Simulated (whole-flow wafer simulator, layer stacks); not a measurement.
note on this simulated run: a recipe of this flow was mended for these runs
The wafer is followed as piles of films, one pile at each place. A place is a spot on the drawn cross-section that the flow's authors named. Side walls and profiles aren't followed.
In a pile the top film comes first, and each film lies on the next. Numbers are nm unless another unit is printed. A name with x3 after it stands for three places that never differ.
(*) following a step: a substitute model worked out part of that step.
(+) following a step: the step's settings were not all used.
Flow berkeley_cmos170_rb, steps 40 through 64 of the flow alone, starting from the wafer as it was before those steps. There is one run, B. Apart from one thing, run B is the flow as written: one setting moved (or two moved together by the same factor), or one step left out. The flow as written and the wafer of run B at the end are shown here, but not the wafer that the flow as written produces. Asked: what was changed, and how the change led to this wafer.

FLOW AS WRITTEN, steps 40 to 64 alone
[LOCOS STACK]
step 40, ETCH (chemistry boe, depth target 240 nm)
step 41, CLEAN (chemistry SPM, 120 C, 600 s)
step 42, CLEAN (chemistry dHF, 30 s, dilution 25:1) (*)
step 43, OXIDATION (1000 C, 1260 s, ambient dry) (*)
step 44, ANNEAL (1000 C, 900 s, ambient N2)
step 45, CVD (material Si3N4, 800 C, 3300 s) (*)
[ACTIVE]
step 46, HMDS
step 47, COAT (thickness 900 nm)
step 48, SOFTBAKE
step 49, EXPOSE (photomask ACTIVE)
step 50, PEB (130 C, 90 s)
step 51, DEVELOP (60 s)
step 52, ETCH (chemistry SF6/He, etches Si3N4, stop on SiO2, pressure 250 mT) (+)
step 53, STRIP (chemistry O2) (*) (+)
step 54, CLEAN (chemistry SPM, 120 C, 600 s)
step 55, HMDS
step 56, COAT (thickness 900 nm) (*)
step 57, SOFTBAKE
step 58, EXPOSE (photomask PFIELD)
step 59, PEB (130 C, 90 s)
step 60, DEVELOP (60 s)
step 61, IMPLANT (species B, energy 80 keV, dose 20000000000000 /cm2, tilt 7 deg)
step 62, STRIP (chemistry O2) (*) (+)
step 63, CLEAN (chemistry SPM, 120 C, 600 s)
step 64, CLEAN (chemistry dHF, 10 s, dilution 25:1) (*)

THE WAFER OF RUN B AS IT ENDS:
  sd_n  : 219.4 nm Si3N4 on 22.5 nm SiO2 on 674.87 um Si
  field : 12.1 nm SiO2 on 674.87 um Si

Cause: step 43, OXIDATION: 984 C was run, whereas the flow has 1000 C.

The path from the change to this, step by step:
  step 43, OXIDATION (1000 C, 1260 s, ambient dry) (*)
      field, sd_n, spacer_n and 6 more: +22.5 SiO2 (new film), -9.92 Si (it would be, as written: +26.6 SiO2 (new film), -11.7 Si)
